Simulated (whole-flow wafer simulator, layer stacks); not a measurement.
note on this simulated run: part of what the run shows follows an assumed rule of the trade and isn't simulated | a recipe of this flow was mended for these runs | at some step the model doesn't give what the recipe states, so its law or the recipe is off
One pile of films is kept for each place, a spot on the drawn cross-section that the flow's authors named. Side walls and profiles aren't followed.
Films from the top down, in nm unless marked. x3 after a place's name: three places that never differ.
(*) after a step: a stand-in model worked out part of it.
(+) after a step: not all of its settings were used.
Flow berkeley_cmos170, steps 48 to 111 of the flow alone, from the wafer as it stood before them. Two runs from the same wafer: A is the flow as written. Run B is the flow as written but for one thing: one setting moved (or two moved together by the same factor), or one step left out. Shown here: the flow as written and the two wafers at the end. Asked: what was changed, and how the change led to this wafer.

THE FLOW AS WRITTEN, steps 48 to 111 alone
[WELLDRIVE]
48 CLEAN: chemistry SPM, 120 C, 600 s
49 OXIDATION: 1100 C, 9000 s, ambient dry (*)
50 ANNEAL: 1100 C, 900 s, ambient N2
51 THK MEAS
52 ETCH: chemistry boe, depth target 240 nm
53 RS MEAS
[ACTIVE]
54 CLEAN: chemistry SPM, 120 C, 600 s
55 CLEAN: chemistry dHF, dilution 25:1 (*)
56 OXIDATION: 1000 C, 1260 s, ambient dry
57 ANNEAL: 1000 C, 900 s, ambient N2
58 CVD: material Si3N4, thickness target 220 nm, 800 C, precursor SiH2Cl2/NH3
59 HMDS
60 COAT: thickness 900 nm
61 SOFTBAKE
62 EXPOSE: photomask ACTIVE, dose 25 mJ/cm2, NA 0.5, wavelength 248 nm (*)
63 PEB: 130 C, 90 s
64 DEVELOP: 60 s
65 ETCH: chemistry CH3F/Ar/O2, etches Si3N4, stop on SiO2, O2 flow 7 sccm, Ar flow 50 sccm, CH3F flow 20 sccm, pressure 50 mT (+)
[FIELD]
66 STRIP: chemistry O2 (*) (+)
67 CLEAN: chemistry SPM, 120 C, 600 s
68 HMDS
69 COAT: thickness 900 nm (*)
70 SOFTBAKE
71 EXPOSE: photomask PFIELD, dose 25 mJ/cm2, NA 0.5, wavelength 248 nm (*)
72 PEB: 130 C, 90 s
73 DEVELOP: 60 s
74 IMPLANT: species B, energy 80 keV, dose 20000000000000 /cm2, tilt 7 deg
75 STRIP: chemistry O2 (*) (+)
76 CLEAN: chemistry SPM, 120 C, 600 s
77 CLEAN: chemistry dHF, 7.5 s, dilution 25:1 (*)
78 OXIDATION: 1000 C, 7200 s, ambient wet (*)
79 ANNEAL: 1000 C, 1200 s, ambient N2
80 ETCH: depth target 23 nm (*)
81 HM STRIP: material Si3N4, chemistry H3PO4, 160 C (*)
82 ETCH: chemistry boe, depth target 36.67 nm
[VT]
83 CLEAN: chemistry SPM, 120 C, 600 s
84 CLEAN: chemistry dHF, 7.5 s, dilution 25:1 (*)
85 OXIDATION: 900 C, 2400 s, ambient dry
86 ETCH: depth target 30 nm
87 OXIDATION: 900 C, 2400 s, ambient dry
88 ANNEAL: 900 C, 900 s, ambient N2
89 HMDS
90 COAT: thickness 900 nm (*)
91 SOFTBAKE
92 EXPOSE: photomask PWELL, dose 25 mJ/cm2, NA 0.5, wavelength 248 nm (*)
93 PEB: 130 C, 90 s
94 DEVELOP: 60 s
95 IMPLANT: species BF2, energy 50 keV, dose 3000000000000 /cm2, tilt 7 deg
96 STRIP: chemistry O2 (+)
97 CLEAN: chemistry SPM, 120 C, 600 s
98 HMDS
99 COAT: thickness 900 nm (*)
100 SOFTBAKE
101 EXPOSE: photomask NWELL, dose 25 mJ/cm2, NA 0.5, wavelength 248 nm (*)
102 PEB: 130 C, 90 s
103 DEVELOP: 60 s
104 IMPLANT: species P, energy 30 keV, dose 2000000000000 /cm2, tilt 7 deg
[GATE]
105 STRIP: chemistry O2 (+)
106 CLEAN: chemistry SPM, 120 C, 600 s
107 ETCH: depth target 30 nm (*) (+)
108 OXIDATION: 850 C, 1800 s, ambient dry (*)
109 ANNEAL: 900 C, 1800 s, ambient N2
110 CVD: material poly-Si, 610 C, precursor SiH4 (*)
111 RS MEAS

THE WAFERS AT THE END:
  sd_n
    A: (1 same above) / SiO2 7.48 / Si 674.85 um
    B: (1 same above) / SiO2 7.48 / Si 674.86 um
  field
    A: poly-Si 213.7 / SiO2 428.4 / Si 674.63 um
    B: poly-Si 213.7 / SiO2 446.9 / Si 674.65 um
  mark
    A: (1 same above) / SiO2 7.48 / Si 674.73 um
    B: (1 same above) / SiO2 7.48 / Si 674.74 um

The cause: step 52, ETCH: depth target 132 nm was run, where the flow has depth target 240 nm.

How the change led to this, step by step:
  52 ETCH: chemistry boe, depth target 240 nm
      field, mark, sd_n and 10 more: A SiO2 -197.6 (all of it) | B SiO2 -132
  54 CLEAN: chemistry SPM, 120 C, 600 s
      field, mark, sd_n and 10 more: A chemical SiO2 +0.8 (new film), Si -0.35 | B nothing
  55 CLEAN: chemistry dHF, dilution 25:1 (*)
      field, mark, sd_n and 10 more: A chemical SiO2 -0.8 (all of it) | B nothing
  56 OXIDATION: 1000 C, 1260 s, ambient dry
      field, mark, sd_n and 10 more: A SiO2 +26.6 (new film), Si -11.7 | B SiO2 +13.9, Si -6.11
  78 OXIDATION: 1000 C, 7200 s, ambient wet (*)
      gate_n, spacer_p, gate_p, m1, via1, m2, via2: A SiO2 +12.1 (new film), Si3N4 -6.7 | B SiO2 +12.1 (new film), Si3N4 -6.7, SiO2 +0.06
      contact: A SiO2 +12.1 (new film), Si3N4 -6.7 | B SiO2 +12.1 (new film), Si3N4 -6.7, SiO2 +0.08, Si -0.06
      (and at 3 more places)
  82 ETCH: chemistry boe, depth target 36.67 nm
      mark, sd_n, spacer_n and 9 more: A SiO2 -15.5 (all of it) | B SiO2 -36.7
  83 CLEAN: chemistry SPM, 120 C, 600 s
      mark, sd_n, spacer_n and 9 more: A chemical SiO2 +0.8 (new film), Si -0.35 | B nothing
  84 CLEAN: chemistry dHF, 7.5 s, dilution 25:1 (*)
      mark, sd_n, spacer_n and 9 more: A chemical SiO2 -0.8 (all of it) | B SiO2 -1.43
  85 OXIDATION: 900 C, 2400 s, ambient dry
      mark, spacer_n, gate_n and 6 more: A SiO2 +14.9 (new film), Si -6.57 | B SiO2 +9.5, Si -4.18
      sd_n, sd_p: A SiO2 +14.9 (new film), Si -6.57 | B SiO2 +8.75, Si -3.85
      (and at 1 more place)
  86 ETCH: depth target 30 nm
      mark, sd_n, spacer_n and 9 more: A SiO2 -14.9 (all of it) | B SiO2 -30
  87 OXIDATION: 900 C, 2400 s, ambient dry
      gate_n, spacer_p, gate_p, contact, m1, via1, m2, via2: A SiO2 +14.9 (new film), Si -6.57 | B SiO2 +9.64, Si -4.24
      sd_n, sd_p: A SiO2 +14.9 (new film), Si -6.57 | B SiO2 +8.67, Si -3.82
      (and at 2 more places)
  107 ETCH: depth target 30 nm (*) (+)
      mark, spacer_n, gate_n and 7 more: A SiO2 -14.9 (all of it) | B SiO2 -19.5 (all of it)
      sd_n, sd_p: A SiO2 -14.9 (all of it) | B SiO2 -27.4 (all of it)
